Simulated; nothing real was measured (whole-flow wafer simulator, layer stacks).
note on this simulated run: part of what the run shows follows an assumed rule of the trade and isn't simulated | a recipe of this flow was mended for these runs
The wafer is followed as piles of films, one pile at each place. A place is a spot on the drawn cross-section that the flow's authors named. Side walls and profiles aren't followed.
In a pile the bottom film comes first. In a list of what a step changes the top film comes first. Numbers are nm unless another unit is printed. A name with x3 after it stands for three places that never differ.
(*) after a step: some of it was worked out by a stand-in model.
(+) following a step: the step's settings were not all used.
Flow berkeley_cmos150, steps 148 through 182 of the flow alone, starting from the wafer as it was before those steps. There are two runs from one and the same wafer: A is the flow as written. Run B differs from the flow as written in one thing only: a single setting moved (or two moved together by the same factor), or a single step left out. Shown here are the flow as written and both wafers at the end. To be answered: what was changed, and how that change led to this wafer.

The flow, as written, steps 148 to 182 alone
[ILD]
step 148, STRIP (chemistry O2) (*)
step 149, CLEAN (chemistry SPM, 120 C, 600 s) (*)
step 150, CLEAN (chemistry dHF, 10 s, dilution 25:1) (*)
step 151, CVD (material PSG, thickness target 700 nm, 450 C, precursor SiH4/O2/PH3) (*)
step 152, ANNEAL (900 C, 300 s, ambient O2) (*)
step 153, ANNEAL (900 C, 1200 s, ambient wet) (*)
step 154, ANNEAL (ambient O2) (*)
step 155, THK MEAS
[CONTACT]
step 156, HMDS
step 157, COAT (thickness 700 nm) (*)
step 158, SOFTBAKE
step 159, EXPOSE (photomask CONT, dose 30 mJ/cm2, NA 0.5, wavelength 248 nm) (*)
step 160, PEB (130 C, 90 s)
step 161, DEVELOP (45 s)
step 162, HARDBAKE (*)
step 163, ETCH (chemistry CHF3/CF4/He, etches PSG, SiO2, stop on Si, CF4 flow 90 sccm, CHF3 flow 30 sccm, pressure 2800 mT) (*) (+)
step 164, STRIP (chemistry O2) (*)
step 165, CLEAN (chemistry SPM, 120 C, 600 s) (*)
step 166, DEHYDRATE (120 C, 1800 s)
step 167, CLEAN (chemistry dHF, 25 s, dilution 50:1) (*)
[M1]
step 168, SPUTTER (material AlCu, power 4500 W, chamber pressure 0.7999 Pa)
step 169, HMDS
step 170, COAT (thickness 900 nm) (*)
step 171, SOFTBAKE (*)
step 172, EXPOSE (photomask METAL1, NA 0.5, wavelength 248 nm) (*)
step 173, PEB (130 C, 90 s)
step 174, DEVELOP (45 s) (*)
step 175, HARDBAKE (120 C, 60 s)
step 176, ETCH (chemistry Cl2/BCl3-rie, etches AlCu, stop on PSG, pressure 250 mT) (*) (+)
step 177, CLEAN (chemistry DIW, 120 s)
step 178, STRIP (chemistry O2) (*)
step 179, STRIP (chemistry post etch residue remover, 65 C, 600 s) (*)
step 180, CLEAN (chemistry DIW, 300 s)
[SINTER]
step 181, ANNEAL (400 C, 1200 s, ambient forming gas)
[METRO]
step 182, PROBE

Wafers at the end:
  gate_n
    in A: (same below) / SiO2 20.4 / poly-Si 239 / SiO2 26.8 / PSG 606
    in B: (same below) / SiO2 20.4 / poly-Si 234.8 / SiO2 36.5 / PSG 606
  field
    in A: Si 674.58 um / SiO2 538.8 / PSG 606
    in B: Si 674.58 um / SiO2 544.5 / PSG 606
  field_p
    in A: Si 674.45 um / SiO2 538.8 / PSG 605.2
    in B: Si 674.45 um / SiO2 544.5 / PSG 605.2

What caused this: step 153, ANNEAL: 934 C was run, whereas the flow has 900 C.

How this came from the change, step by step:
  step 153, ANNEAL (900 C, 1200 s, ambient wet) (*)
      sd_n, contact, m1: A -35 PSG, +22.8 SiO2, -10 Si | B -35 PSG, +31.8 SiO2, -14 Si
      field, field_p: A -35 PSG, +16.3 SiO2, -7.15 Si | B -35 PSG, +22 SiO2, -9.66 Si
      (also at 3 further places)
  step 163, ETCH (chemistry CHF3/CF4/He, etches PSG, SiO2, stop on Si, CF4 flow 90 sccm, CHF3 flow 30 sccm, pressure 2800 mT) (*) (+)
      contact: A -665 PSG (all of it), -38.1 SiO2 (all of it), -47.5 Si | B -665 PSG (all of it), -47.1 SiO2 (all of it), -47.5 Si
